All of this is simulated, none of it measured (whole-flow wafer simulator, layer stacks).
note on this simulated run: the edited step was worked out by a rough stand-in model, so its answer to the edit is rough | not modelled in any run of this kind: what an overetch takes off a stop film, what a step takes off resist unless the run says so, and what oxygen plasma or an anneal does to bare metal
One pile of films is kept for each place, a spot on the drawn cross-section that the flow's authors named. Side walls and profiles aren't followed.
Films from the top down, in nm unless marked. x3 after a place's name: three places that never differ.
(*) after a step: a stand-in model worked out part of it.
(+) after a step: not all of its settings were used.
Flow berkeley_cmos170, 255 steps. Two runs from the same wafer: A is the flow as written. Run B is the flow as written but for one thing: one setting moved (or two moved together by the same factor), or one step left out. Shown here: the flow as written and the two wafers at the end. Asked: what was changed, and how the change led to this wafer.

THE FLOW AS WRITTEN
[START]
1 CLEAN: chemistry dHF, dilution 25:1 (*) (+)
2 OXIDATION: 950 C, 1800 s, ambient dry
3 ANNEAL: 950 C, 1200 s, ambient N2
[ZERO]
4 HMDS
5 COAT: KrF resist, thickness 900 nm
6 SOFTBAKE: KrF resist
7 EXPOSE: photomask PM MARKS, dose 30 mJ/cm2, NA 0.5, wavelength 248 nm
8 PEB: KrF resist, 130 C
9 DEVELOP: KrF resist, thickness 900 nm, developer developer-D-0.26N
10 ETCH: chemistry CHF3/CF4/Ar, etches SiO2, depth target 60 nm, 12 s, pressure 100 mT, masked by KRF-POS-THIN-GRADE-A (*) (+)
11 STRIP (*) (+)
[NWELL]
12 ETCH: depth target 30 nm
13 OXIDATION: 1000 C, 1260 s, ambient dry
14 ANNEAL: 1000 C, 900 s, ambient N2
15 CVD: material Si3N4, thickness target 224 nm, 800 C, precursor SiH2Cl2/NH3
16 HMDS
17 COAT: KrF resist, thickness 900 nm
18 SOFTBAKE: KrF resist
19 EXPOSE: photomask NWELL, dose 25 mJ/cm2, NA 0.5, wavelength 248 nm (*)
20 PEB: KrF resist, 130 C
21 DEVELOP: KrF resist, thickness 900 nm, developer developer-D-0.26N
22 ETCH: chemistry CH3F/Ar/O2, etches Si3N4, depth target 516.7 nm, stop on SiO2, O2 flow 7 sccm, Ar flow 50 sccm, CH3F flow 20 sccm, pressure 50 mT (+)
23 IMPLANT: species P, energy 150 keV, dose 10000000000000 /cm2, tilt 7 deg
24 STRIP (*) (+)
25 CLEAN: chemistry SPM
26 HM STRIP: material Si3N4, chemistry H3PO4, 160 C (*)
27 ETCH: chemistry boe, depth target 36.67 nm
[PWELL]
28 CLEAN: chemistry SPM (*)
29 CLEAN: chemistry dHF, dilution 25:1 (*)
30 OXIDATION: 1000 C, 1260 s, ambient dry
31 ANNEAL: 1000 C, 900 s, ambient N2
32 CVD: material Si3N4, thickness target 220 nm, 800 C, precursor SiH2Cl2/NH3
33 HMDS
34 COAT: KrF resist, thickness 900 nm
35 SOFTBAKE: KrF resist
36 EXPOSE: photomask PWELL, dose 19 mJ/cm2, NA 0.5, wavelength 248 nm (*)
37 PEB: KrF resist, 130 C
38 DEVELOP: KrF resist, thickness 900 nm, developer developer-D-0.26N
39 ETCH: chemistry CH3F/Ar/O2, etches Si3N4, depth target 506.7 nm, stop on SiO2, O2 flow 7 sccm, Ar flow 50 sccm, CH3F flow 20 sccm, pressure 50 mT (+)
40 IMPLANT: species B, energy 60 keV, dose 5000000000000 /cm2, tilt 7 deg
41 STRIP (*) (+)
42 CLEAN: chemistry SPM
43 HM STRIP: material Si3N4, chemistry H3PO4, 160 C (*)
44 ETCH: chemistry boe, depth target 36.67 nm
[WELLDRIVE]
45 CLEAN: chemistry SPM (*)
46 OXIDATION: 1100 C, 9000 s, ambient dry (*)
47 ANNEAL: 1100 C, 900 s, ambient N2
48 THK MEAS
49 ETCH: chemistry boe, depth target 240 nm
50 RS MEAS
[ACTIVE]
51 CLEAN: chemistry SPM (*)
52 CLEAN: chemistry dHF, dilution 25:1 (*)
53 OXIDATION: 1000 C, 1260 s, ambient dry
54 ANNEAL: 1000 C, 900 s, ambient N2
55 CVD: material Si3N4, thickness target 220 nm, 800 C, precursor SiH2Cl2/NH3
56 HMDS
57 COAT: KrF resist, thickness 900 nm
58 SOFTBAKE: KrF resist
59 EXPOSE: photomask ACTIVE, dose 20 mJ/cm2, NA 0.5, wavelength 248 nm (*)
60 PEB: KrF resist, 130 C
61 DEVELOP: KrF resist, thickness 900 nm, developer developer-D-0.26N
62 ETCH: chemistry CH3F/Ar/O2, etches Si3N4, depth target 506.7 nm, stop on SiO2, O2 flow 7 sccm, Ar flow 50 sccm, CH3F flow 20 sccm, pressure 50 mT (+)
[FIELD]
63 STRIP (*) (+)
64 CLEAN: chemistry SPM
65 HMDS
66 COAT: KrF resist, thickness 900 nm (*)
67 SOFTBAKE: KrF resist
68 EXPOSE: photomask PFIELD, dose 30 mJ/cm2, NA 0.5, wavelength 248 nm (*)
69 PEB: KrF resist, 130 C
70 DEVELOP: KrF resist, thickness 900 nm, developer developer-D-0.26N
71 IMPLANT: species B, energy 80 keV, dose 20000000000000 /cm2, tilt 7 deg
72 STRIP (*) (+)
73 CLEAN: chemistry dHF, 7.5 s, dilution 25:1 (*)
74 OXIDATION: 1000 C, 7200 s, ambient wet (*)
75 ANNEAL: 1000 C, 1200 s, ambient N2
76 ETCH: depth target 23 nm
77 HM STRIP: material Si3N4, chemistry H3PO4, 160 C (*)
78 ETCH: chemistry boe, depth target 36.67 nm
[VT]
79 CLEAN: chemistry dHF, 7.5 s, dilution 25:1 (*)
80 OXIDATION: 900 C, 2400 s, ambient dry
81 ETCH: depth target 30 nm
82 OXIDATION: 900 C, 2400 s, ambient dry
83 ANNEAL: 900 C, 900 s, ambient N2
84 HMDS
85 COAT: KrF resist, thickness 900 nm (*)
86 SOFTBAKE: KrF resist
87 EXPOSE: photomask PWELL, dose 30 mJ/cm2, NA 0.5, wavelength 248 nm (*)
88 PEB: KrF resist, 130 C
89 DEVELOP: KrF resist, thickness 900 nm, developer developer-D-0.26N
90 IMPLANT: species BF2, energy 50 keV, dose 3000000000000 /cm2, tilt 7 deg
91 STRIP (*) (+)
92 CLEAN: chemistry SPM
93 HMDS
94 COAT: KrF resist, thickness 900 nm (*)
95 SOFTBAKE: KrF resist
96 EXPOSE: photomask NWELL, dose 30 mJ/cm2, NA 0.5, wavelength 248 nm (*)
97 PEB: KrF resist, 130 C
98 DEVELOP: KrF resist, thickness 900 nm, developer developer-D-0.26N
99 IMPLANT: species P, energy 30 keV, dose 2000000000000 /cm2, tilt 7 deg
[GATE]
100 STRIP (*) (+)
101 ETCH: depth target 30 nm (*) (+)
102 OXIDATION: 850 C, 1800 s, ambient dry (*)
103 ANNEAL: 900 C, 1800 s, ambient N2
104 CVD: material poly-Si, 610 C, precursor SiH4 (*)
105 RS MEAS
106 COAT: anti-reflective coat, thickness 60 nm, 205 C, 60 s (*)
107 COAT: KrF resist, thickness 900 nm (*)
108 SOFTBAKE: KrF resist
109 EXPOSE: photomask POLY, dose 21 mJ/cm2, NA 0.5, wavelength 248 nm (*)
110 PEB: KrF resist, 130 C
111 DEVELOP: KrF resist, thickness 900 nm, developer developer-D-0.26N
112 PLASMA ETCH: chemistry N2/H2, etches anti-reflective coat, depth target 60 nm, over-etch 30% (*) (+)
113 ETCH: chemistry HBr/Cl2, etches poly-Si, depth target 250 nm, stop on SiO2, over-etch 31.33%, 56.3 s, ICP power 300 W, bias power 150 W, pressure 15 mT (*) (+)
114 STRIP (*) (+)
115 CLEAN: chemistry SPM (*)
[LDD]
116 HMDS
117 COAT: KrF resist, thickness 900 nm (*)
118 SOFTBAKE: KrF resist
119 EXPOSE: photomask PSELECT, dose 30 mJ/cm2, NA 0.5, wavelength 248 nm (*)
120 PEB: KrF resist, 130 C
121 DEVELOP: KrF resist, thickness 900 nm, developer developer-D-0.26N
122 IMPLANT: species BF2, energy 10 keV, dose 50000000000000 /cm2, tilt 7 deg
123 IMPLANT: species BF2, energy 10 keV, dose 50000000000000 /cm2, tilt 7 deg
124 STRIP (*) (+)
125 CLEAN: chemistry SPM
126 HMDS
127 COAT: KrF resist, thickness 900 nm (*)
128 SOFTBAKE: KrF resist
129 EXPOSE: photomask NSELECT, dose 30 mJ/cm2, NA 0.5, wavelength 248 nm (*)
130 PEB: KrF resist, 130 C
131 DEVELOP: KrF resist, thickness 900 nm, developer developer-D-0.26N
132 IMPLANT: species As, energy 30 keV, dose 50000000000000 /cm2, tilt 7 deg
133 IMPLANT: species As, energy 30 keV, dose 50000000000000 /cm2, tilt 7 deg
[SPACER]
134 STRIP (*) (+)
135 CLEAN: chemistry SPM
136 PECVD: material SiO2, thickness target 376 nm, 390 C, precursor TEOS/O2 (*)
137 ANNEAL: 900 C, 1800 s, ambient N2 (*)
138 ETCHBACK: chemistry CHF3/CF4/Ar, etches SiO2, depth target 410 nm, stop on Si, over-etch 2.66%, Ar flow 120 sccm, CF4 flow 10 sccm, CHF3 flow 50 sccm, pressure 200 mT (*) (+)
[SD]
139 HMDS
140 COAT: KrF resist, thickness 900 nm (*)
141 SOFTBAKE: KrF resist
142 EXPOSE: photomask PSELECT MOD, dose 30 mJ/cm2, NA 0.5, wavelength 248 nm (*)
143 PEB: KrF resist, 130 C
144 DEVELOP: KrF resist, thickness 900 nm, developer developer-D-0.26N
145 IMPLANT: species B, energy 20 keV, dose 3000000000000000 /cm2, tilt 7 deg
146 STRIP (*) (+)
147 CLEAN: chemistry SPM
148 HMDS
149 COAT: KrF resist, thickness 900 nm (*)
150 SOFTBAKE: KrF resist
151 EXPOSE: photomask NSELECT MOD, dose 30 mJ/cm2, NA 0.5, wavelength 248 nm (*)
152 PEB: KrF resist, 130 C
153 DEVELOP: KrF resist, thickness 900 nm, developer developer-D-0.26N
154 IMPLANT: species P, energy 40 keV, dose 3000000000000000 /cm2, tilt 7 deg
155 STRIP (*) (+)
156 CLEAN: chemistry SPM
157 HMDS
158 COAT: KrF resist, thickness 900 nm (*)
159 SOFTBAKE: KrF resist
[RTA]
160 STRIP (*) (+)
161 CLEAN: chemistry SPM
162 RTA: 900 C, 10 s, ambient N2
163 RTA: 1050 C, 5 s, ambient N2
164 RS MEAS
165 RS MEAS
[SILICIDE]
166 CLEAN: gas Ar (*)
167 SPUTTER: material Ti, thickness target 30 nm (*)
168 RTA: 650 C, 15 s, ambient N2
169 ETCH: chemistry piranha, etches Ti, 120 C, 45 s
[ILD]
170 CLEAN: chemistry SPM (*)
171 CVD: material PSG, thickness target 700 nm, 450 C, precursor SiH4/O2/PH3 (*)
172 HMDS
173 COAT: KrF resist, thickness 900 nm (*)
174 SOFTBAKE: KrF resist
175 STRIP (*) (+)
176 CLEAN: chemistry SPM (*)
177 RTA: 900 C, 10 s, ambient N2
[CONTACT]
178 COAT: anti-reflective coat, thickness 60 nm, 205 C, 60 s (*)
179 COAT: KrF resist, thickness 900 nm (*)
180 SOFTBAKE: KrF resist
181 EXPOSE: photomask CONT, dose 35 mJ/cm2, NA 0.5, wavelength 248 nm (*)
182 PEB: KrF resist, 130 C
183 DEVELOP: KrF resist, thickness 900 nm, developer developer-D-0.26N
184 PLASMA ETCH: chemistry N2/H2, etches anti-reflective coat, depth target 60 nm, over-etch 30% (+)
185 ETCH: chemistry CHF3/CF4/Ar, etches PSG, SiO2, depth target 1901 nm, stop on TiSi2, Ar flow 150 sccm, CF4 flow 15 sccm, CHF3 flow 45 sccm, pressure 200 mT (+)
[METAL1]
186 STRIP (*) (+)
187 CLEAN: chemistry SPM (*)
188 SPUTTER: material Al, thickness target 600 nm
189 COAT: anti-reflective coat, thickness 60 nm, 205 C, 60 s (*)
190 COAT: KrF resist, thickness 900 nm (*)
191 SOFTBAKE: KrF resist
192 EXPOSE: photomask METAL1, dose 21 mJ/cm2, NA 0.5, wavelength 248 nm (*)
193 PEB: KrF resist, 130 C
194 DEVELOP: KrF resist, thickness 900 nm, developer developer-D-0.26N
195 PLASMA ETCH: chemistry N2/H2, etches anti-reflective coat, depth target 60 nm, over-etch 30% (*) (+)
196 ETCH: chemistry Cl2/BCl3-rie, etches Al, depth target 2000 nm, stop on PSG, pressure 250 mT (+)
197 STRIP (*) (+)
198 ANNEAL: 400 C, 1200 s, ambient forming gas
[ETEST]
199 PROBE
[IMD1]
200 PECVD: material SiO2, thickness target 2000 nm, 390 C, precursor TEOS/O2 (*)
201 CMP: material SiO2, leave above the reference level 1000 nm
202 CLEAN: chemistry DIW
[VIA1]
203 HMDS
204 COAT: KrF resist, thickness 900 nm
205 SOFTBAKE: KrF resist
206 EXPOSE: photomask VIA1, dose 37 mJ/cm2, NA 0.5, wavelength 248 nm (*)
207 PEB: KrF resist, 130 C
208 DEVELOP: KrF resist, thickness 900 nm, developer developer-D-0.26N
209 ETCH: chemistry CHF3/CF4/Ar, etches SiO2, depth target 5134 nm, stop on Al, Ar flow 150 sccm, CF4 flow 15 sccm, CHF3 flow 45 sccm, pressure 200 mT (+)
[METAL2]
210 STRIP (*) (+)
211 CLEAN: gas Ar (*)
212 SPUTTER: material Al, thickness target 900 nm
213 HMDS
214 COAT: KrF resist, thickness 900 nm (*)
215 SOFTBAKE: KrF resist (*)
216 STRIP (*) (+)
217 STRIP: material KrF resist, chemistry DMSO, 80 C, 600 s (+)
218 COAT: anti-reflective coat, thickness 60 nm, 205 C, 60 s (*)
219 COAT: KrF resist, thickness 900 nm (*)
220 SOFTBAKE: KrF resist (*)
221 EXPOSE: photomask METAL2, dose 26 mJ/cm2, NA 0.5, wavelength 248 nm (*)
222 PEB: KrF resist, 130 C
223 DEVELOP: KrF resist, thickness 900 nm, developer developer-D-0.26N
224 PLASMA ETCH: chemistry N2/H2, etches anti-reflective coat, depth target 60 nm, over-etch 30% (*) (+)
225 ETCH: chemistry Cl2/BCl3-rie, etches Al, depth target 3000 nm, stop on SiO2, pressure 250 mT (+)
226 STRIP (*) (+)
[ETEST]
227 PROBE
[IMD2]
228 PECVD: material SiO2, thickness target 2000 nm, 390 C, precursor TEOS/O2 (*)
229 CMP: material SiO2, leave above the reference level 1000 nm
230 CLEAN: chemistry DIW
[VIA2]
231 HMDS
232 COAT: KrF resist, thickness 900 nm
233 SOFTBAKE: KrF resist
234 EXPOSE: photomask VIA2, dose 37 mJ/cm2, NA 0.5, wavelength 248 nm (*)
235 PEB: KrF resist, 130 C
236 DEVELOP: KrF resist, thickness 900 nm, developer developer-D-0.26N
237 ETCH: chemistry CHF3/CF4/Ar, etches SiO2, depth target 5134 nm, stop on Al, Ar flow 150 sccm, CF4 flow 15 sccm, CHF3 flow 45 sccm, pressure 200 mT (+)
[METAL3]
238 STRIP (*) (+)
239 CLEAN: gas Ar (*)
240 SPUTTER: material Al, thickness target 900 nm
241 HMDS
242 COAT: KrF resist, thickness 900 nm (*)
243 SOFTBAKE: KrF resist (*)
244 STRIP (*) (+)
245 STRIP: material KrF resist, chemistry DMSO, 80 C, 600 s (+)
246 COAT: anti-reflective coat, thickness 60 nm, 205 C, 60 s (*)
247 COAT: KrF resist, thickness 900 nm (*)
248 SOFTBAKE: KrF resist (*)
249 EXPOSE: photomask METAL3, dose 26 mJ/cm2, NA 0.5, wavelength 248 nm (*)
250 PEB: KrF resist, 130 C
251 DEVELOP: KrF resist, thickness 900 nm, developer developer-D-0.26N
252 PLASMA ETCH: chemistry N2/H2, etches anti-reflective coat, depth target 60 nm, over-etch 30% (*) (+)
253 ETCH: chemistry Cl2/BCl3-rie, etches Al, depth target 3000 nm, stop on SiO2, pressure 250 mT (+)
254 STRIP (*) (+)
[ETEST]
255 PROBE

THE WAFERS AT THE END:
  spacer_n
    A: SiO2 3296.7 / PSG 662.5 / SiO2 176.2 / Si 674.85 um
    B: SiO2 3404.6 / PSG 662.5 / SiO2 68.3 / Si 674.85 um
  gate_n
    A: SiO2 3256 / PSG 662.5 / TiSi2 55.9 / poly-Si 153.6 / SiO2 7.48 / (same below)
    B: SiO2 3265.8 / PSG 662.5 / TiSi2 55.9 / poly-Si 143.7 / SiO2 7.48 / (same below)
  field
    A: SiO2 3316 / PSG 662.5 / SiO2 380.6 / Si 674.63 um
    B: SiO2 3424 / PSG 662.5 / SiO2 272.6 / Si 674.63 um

The cause: step 136, PECVD: thickness target 263 nm was run, where the flow has thickness target 376 nm.

How the change led to this, step by step:
  136 PECVD: material SiO2, thickness target 376 nm, 390 C, precursor TEOS/O2 (*)
      field, sd_n, spacer_n and 7 more: A SiO2 +376 | B SiO2 +263
      gate_n, gate_p: A SiO2 +376 (new film) | B SiO2 +263 (new film)
  137 ANNEAL: 900 C, 1800 s, ambient N2 (*)
      field, sd_n, spacer_n and 9 more: A SiO2 -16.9 | B SiO2 -11.8
  138 ETCHBACK: chemistry CHF3/CF4/Ar, etches SiO2, depth target 410 nm, stop on Si, over-etch 2.66%, Ar flow 120 sccm, CF4 flow 10 sccm, CHF3 flow 50 sccm, pressure 200 mT (*) (+)
      sd_n, sd_p, contact, m1, via1, m2, via2: A SiO2 -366 (all of it) | B SiO2 -258.1 (all of it)
      gate_n, gate_p: A SiO2 -359.1 (all of it), chemical SiO2 -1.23 (all of it), poly-Si -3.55 | B SiO2 -251.2 (all of it), chemical SiO2 -1.23 (all of it), poly-Si -13.4
  140 COAT: KrF resist, thickness 900 nm (*)
      field: A KrF resist +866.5 (new film) | B KrF resist +890.3 (new film)
      sd_n: A KrF resist +985.6 (new film) | B KrF resist +928.4 (new film)
      (and at 10 more places)
  144 DEVELOP: KrF resist, thickness 900 nm, developer developer-D-0.26N
      sd_p: A KrF resist -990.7 (all of it) | B KrF resist -937.7 (all of it)
      spacer_p: A KrF resist -817.6 (all of it) | B KrF resist -875.4 (all of it)
      (and at 1 more place)
  146 STRIP (*) (+)
      field: A KrF resist -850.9 (all of it) | B KrF resist -874.7 (all of it)
      sd_n: A chemical SiO2 +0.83 (new film), KrF resist -969.8 (all of it), Si -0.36 | B chemical SiO2 +0.82 (new film), KrF resist -912.7 (all of it), Si -0.36
      (and at 7 more places)
  149 COAT: KrF resist, thickness 900 nm (*)
      field: A KrF resist +866.5 (new film) | B KrF resist +890.5 (new film)
      sd_n: A KrF resist +985.1 (new film) | B KrF resist +928.2 (new film)
      (and at 10 more places)
  153 DEVELOP: KrF resist, thickness 900 nm, developer developer-D-0.26N
      sd_n: A KrF resist -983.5 (all of it) | B KrF resist -926.7 (all of it)
      spacer_n: A KrF resist -824.6 (all of it) | B KrF resist -877.3 (all of it)
      (and at 2 more places)
  155 STRIP (*) (+)
      field: A KrF resist -850.9 (all of it) | B KrF resist -874.9 (all of it)
      sd_p: A KrF resist -976.3 (all of it), chemical SiO2 +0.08 | B KrF resist -923.2 (all of it), chemical SiO2 +0.08
      (and at 6 more places)
  158 COAT: KrF resist, thickness 900 nm (*)
      field: A KrF resist +866.6 (new film) | B KrF resist +890.4 (new film)
      sd_n: A KrF resist +984.8 (new film) | B KrF resist +928.1 (new film)
      (and at 10 more places)
  160 STRIP (*) (+)
      field: A KrF resist -866.6 (all of it) | B KrF resist -890.4 (all of it)
      sd_n: A KrF resist -984.8 (all of it), chemical SiO2 +0.07 | B KrF resist -928.1 (all of it), chemical SiO2 +0.07
      (and at 10 more places)
  173 COAT: KrF resist, thickness 900 nm (*)
      field: A KrF resist +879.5 (new film) | B KrF resist +898 (new film)
      sd_n: A KrF resist +1038.7 (new film) | B KrF resist +996.2 (new film)
      (and at 10 more places)
  175 STRIP (*) (+)
      field: A KrF resist -879.5 (all of it) | B KrF resist -898 (all of it)
      sd_n: A KrF resist -1038.7 (all of it) | B KrF resist -996.2 (all of it)
      (and at 10 more places)
  178 COAT: anti-reflective coat, thickness 60 nm, 205 C, 60 s (*)
      field: A anti-reflective coat +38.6 (new film) | B anti-reflective coat +35.9 (new film)
      sd_n: A anti-reflective coat +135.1 (new film) | B anti-reflective coat +83.7 (new film)
      (and at 10 more places)
  179 COAT: KrF resist, thickness 900 nm (*)
      field: A KrF resist +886 (new film) | B KrF resist +904.4 (new film)
      spacer_n: A KrF resist +861.2 (new film) | B KrF resist +840.4 (new film)
      (and at 8 more places)
  183 DEVELOP: KrF resist, thickness 900 nm, developer developer-D-0.26N
      contact: A KrF resist -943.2 (all of it) | B KrF resist -904.9 (all of it)
  ... 9 more steps ...
  201 CMP: material SiO2, leave above the reference level 1000 nm
      spacer_n, spacer_p: A SiO2 -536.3 | B SiO2 -428.4
      field: A SiO2 -517 | B SiO2 -409.1
